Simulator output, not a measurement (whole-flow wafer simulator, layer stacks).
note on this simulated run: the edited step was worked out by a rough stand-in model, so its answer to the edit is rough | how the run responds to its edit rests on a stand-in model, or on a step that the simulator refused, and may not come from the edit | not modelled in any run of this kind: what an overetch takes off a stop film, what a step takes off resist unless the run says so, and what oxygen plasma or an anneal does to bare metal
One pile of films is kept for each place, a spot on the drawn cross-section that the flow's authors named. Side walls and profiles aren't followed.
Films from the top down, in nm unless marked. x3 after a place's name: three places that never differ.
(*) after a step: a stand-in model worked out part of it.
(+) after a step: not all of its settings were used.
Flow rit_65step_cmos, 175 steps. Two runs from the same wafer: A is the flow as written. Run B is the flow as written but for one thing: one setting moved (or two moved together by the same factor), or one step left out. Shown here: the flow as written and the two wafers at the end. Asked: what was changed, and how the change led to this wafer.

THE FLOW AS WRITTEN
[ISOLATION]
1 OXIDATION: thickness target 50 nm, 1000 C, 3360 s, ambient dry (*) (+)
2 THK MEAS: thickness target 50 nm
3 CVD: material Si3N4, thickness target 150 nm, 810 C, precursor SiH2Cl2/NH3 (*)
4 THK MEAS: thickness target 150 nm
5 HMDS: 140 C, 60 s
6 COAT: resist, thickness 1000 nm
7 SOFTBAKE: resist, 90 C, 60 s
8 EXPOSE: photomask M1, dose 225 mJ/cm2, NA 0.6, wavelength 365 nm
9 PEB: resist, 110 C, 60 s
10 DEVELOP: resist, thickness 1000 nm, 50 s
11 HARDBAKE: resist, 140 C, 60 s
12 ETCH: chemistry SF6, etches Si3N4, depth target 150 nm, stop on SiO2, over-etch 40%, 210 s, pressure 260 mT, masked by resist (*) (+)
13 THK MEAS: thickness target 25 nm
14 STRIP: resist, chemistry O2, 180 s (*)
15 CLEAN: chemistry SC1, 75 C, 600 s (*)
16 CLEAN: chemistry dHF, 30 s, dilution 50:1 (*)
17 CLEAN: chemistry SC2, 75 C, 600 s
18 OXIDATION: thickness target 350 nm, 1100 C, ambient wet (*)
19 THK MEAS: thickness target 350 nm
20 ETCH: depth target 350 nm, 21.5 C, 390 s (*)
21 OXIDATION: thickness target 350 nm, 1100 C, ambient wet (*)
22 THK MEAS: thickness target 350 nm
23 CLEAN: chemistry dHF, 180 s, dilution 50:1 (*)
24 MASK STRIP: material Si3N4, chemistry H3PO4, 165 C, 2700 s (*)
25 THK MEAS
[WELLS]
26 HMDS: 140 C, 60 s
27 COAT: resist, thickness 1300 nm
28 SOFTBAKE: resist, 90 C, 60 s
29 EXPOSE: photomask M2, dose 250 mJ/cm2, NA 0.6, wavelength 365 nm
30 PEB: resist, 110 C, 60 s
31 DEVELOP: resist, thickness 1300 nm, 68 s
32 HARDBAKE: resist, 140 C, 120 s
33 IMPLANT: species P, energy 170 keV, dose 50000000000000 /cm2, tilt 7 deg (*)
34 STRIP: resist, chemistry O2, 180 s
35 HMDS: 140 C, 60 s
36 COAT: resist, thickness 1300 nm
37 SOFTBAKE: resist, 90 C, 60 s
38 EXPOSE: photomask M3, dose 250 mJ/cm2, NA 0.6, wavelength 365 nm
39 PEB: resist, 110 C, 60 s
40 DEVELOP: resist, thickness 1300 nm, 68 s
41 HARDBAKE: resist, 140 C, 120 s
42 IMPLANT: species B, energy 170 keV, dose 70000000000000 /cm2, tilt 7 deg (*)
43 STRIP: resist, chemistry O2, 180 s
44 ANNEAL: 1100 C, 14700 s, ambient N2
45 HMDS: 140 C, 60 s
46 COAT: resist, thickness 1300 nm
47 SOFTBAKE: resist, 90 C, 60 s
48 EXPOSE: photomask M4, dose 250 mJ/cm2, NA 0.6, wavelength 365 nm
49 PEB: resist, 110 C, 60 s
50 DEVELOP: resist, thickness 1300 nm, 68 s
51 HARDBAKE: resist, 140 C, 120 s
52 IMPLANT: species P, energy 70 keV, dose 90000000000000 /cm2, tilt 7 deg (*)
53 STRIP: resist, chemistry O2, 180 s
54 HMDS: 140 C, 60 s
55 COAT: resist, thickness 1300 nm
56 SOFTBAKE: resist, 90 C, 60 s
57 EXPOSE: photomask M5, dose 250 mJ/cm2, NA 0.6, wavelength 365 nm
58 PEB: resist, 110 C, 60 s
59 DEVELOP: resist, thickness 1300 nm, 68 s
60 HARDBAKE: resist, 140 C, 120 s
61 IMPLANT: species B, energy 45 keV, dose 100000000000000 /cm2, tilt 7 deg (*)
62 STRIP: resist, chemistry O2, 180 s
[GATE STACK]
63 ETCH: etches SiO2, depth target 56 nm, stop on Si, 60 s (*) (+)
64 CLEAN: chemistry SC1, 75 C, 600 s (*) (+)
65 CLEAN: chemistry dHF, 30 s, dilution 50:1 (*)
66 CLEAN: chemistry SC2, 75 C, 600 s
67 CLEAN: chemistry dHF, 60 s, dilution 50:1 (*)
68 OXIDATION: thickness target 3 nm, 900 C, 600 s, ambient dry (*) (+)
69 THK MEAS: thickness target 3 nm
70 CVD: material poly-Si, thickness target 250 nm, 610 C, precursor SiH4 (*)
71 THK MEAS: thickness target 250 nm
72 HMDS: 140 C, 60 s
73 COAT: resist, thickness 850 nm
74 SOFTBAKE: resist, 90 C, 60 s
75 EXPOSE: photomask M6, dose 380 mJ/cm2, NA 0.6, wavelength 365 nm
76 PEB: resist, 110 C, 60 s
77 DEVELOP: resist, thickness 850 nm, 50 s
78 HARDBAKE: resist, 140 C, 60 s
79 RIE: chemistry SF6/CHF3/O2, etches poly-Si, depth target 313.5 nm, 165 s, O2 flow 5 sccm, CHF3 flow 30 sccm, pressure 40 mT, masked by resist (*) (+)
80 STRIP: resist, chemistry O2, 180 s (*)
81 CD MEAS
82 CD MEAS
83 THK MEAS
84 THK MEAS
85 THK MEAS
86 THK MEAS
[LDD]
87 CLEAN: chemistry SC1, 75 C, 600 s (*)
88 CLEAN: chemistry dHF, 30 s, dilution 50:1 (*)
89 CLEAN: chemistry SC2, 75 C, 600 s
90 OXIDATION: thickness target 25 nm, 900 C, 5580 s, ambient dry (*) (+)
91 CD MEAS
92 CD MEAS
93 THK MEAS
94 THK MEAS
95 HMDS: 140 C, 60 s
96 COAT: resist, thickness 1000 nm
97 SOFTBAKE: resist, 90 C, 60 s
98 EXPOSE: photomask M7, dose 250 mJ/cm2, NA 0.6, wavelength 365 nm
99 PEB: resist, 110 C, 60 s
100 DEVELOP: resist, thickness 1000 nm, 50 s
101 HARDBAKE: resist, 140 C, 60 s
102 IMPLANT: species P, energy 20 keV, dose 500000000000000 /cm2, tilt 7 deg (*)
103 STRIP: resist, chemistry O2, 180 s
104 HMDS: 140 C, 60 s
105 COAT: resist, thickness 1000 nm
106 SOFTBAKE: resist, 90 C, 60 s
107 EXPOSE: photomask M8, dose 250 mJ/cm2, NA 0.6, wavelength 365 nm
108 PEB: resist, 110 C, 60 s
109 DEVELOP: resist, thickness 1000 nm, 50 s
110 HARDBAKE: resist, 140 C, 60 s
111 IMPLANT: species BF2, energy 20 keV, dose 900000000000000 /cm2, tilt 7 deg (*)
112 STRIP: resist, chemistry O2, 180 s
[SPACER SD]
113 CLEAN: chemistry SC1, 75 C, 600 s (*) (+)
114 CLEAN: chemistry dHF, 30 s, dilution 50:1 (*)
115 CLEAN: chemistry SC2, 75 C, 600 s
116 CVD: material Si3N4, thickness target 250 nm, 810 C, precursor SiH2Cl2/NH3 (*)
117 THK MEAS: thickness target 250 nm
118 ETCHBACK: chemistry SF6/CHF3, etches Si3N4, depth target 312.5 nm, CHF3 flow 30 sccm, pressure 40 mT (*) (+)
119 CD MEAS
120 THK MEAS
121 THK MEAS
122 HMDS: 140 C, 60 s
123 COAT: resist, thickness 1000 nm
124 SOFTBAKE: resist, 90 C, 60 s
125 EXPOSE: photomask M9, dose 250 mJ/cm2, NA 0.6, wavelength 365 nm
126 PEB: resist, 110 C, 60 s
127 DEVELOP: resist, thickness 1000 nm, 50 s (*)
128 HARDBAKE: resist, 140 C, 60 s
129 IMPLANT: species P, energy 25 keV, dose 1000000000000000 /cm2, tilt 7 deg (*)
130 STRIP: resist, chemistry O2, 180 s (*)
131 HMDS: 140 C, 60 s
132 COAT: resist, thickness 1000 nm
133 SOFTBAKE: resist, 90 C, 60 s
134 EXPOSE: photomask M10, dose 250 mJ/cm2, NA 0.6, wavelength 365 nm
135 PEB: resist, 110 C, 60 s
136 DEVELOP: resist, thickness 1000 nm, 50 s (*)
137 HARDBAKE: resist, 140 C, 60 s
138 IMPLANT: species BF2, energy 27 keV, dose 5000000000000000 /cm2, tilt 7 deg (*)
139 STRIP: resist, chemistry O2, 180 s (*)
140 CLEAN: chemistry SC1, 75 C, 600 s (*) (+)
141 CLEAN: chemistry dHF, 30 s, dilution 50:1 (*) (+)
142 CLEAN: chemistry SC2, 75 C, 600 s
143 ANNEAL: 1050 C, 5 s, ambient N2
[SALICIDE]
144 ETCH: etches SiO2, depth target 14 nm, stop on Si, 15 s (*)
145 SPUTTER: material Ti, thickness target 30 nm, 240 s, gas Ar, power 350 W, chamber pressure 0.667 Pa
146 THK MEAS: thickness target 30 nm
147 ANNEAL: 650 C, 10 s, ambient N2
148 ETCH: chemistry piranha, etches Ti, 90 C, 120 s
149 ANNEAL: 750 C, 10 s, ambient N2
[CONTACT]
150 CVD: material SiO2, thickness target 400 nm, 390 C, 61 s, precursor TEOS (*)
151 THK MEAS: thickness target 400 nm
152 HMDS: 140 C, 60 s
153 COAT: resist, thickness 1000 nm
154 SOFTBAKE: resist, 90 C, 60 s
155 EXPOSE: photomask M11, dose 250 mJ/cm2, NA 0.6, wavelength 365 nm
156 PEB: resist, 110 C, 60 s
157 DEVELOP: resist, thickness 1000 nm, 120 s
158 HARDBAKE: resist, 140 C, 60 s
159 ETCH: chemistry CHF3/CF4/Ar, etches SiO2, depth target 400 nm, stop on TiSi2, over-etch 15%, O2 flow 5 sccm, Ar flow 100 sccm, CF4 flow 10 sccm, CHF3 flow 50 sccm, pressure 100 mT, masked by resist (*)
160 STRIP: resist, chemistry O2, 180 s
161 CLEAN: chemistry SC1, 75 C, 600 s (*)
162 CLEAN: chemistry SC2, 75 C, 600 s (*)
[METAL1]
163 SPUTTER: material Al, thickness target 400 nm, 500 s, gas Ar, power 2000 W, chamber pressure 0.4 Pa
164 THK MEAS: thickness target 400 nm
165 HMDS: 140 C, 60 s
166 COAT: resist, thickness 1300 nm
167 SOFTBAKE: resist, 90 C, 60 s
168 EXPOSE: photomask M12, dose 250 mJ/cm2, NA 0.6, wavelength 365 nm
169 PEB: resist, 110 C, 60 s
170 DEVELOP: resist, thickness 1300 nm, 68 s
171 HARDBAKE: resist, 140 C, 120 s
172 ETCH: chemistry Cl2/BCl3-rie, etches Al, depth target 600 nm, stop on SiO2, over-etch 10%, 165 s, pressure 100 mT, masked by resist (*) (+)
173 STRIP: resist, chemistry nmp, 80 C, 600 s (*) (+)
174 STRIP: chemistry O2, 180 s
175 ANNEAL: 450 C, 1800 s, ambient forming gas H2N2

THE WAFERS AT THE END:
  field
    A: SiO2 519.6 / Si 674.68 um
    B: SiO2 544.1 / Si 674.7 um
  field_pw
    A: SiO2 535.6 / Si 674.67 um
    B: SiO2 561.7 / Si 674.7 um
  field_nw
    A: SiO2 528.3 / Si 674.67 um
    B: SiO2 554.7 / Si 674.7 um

The cause: step 20, ETCH: 273 s was run, where the flow has 390 s.

How the change led to this, step by step:
  20 ETCH: depth target 350 nm, 21.5 C, 390 s (*)
      field, field_p: A SiO2 -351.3 (all of it), Si -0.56 | B SiO2 -266.6
      field_pw, field_nw: A SiO2 -355.4 (all of it), Si -0.49 | B SiO2 -266.6
      (and at 10 more places)
  21 OXIDATION: thickness target 350 nm, 1100 C, ambient wet (*)
      field, field_p: A SiO2 +350 (new film), Si -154 | B SiO2 +290.2, Si -127.7
      field_pw, field_nw: A SiO2 +350 (new film), Si -154 | B SiO2 +287.7, Si -126.6
  27 COAT: resist, thickness 1300 nm
      field_pw, field_nw: A resist +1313 (new film) | B resist +1283.2 (new film)
      field: A resist +1315.7 (new film) | B resist +1277.8 (new film)
      (and at 1 more place)
  30 PEB: resist, 110 C, 60 s
      field, field_p: A resist -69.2 | B resist -67.2
      field_pw, field_nw: A resist -69.1 | B resist -67.5
  31 DEVELOP: resist, thickness 1300 nm, 68 s
      field_nw: A resist -1243.9 (all of it) | B resist -1215.7 (all of it)
      field_p: A resist -1246.4 (all of it) | B resist -1210.6 (all of it)
  32 HARDBAKE: resist, 140 C, 120 s
      field: A resist -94 | B resist -91.2
      field_pw: A resist -93.8 | B resist -91.6
  34 STRIP: resist, chemistry O2, 180 s
      field: A resist -1152.5 (all of it) | B resist -1119.3 (all of it)
      field_pw: A resist -1150.2 (all of it) | B resist -1124 (all of it)
  36 COAT: resist, thickness 1300 nm
      field_pw, field_nw: A resist +1313 (new film) | B resist +1283.2 (new film)
      field: A resist +1315.7 (new film) | B resist +1277.8 (new film)
      (and at 1 more place)
  39 PEB: resist, 110 C, 60 s
      field, field_p: A resist -69.2 | B resist -67.2
      field_pw, field_nw: A resist -69.1 | B resist -67.5
  40 DEVELOP: resist, thickness 1300 nm, 68 s
      field: A resist -1246.5 (all of it) | B resist -1210.6 (all of it)
      field_pw: A resist -1243.9 (all of it) | B resist -1215.7 (all of it)
  41 HARDBAKE: resist, 140 C, 120 s
      field_nw: A resist -93.8 | B resist -91.6
      field_p: A resist -94 | B resist -91.3
  43 STRIP: resist, chemistry O2, 180 s
      field_nw: A resist -1150.2 (all of it) | B resist -1124 (all of it)
      field_p: A resist -1152.5 (all of it) | B resist -1119.4 (all of it)
  46 COAT: resist, thickness 1300 nm
      field_pw, field_nw: A resist +1313 (new film) | B resist +1283.2 (new film)
      field: A resist +1315.7 (new film) | B resist +1277.8 (new film)
      (and at 1 more place)
  49 PEB: resist, 110 C, 60 s
      field, field_p: A resist -69.2 | B resist -67.2
      field_pw, field_nw: A resist -69.1 | B resist -67.5
  50 DEVELOP: resist, thickness 1300 nm, 68 s
      field_nw: A resist -1243.9 (all of it) | B resist -1215.7 (all of it)
      field_p: A resist -1246.4 (all of it) | B resist -1210.6 (all of it)
  51 HARDBAKE: resist, 140 C, 120 s
      field: A resist -94 | B resist -91.2
      field_pw: A resist -93.8 | B resist -91.6
  ... 35 more steps ...
  170 DEVELOP: resist, thickness 1300 nm, 68 s
      field: A resist -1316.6 (all of it) | B resist -1277.7 (all of it)
      field_pw: A resist -1285.5 (all of it) | B resist -1256.3 (all of it)
      (and at 2 more places)
